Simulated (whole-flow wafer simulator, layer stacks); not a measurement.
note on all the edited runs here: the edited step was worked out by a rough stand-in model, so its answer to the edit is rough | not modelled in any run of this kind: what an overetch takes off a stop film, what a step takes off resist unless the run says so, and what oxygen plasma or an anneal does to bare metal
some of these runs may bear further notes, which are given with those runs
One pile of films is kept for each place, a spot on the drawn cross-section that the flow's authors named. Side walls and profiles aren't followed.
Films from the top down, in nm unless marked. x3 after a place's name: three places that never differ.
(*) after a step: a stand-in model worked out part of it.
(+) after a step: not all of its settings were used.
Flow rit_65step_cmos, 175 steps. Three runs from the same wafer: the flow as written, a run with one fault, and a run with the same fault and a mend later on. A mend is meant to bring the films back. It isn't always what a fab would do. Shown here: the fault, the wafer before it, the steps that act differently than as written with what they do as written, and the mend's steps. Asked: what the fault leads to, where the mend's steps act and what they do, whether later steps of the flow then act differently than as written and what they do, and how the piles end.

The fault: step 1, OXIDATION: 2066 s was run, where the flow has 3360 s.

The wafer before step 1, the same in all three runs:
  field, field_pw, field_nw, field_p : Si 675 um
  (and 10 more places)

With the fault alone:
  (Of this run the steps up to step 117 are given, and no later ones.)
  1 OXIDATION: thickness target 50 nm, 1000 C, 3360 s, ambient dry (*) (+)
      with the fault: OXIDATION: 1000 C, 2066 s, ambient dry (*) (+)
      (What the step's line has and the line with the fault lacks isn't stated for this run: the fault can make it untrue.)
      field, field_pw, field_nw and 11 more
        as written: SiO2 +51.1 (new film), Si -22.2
        with the fault: SiO2 +39.4 (new film), Si -17.1
  Later steps of the flow that act differently than as written (36 more steps differ only slightly, by at most 2% or 0.5 nm, whichever is larger, and aren't shown):
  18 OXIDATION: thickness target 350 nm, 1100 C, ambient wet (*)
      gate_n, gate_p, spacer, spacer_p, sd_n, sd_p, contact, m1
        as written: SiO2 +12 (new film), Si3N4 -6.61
        with the fault: SiO2 +12 (new film), Si3N4 -6.61, SiO2 +0.02
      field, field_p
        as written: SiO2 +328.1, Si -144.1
        with the fault: SiO2 +336.8, Si -147.9
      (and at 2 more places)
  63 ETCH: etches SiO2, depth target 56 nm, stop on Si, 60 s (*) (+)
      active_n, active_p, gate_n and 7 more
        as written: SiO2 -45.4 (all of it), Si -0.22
        with the fault: SiO2 -33.8 (all of it), Si -0.46
  After step 117 the piles differ from the flow's only slightly at the places that both follow, by at most 2% or 0.5 nm, whichever is larger.

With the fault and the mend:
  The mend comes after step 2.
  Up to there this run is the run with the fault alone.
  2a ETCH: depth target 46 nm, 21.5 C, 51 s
      field, field_pw, field_nw and 11 more
        SiO2 -39.4 (all of it)
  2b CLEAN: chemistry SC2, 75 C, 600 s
      field, field_pw, field_nw and 11 more
        chemical SiO2 +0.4 (new film), Si -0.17
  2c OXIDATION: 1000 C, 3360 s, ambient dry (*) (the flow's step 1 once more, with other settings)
      field, field_pw, field_nw and 11 more
        SiO2 +51 (new film), chemical SiO2 -0.4 (all of it), Si -22.3
  Later steps of the flow that act differently than as written (17 more steps differ only slightly, by at most 2% or 0.5 nm, whichever is larger, and aren't shown):
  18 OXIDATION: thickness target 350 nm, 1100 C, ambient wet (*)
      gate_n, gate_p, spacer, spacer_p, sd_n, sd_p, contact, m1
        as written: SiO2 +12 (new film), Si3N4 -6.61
        with the mend: SiO2 +12 (new film), Si3N4 -6.61, SiO2 +0.03
  At the end the piles differ from the flow's only slightly at the places that both follow, by at most 2% or 0.5 nm, whichever is larger.
